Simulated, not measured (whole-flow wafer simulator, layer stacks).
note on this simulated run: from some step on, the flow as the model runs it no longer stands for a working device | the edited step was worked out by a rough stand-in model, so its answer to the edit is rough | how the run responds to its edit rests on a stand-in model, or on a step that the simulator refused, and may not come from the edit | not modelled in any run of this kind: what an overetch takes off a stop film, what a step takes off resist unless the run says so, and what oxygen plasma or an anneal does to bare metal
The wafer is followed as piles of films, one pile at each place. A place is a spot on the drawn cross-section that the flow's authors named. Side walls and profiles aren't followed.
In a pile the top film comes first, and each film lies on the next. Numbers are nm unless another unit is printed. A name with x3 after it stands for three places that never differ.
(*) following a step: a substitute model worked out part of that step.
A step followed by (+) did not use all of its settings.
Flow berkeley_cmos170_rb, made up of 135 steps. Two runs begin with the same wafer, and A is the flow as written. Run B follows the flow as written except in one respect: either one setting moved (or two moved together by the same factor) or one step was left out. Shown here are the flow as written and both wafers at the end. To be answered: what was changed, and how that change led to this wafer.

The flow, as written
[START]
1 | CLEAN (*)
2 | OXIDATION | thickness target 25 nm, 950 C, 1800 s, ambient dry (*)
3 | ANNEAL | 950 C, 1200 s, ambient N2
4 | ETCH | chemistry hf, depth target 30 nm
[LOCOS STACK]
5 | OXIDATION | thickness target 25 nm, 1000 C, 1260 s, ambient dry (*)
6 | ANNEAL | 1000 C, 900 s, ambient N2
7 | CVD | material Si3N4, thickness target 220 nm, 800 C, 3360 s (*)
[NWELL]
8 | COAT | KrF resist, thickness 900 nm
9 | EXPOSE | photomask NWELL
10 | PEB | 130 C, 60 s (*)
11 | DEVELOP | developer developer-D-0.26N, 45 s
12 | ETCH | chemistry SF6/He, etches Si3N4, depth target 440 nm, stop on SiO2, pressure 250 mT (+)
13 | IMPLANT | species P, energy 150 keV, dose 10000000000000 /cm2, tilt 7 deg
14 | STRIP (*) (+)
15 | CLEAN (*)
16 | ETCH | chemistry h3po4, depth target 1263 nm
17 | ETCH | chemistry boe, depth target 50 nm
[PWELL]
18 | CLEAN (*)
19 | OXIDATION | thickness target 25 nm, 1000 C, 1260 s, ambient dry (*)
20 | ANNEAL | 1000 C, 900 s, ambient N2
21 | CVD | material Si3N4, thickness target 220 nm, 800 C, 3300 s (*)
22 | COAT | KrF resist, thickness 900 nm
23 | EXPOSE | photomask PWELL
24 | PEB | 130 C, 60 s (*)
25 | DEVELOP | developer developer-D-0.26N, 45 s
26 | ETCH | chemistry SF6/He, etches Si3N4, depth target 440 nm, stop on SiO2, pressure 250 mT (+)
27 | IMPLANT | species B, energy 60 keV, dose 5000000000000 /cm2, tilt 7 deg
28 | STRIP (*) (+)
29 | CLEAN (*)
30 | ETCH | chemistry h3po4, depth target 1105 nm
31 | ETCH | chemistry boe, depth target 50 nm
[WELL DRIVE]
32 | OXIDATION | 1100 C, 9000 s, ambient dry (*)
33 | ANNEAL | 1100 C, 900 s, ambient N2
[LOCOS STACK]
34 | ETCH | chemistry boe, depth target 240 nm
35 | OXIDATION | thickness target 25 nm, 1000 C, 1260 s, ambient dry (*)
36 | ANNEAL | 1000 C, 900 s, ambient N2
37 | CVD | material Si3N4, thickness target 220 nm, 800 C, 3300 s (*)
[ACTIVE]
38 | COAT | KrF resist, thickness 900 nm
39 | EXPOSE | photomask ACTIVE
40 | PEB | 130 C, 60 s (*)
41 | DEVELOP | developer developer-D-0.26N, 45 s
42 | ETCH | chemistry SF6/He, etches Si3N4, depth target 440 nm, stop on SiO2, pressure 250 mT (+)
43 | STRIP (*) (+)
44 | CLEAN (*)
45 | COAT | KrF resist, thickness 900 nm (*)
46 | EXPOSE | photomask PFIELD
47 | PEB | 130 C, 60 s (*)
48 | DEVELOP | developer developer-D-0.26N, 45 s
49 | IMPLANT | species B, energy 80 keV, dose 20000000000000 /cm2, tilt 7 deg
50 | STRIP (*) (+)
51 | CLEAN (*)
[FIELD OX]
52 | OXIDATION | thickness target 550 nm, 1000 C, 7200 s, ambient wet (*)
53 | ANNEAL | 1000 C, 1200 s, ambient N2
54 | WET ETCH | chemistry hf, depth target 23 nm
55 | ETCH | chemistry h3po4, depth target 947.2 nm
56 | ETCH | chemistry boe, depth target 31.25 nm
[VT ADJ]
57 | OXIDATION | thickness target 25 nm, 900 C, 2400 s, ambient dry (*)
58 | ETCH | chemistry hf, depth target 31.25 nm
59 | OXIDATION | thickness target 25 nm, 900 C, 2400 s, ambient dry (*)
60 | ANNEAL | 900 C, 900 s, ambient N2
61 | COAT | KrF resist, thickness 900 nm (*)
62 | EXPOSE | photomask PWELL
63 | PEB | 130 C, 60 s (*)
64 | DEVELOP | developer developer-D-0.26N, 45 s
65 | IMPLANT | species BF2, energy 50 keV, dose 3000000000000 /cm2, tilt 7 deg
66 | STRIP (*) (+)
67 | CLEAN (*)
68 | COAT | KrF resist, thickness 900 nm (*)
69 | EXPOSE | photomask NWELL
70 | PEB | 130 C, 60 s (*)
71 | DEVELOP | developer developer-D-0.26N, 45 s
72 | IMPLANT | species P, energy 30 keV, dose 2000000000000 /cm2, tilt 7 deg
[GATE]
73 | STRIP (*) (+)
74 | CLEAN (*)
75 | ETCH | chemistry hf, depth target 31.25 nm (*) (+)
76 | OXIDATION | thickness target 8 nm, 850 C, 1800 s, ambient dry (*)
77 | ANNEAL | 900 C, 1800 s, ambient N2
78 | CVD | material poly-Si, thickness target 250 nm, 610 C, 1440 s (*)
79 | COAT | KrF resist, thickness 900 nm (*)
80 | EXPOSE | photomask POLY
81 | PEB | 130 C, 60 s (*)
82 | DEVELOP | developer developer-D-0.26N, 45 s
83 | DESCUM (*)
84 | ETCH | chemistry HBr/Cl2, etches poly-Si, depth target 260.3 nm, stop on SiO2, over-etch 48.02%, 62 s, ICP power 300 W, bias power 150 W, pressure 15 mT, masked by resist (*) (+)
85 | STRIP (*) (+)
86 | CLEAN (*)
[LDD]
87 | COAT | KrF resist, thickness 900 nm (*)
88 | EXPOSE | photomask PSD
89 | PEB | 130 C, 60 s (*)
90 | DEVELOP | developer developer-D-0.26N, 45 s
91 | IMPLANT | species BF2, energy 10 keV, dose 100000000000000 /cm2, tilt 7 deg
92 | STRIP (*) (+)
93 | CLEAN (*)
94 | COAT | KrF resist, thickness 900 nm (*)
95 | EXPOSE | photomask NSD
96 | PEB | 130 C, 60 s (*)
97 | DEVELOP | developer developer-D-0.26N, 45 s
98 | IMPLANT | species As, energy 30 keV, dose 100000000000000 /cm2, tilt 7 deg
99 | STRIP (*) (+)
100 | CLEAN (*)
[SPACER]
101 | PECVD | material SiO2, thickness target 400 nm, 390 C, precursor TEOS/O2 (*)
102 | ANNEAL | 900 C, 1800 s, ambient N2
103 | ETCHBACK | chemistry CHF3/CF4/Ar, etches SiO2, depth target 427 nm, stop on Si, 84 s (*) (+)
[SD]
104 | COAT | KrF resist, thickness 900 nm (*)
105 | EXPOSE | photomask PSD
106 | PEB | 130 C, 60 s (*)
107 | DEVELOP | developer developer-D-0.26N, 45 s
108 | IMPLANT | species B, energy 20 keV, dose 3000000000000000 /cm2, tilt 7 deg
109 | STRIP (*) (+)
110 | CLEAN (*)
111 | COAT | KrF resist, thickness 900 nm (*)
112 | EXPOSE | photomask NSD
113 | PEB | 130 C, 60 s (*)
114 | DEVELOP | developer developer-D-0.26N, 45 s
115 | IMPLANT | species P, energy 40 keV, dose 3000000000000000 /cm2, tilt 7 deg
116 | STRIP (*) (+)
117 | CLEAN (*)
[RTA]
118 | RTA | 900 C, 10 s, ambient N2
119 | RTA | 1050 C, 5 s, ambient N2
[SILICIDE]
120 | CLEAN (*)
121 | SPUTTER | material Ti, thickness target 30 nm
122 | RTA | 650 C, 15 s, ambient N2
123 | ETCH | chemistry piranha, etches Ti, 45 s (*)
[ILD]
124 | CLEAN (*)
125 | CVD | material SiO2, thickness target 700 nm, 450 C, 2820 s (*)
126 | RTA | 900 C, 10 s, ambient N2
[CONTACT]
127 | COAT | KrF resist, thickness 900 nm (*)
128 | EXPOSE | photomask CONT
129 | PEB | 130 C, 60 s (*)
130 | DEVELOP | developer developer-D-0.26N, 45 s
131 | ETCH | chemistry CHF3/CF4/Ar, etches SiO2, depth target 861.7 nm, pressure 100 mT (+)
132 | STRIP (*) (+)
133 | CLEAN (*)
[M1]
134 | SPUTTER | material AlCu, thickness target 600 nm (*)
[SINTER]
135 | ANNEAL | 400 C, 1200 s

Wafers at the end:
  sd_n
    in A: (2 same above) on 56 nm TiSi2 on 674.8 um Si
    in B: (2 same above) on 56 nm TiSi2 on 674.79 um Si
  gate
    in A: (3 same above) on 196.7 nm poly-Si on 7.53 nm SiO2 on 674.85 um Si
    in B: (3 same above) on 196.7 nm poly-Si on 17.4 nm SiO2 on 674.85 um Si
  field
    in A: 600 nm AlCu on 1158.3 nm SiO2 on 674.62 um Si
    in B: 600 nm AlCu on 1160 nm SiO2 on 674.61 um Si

What caused this: step 76, OXIDATION: 935 C was run, though the flow has 850 C.

The path from the change to this, step by step:
  76 | OXIDATION | thickness target 8 nm, 850 C, 1800 s, ambient dry (*)
      sd_n, spacer_n, gate, sd_p, spacer_p, gate_p, contact, m1: A SiO2 gains 7.53 (new film), Si loses 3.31 | B SiO2 gains 17.4 (new film), Si loses 7.67
      field: A SiO2 gains 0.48, Si loses 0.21 | B SiO2 gains 2.25, Si loses 0.99
  103 | ETCHBACK | chemistry CHF3/CF4/Ar, etches SiO2, depth target 427 nm, stop on Si, 84 s (*) (+)
      sd_n, contact, m1: A SiO2 loses 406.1 (all of it) | B SiO2 loses 416 (all of it)
      sd_p: A SiO2 loses 388.4 (all of it) | B SiO2 loses 398.6 (all of it)
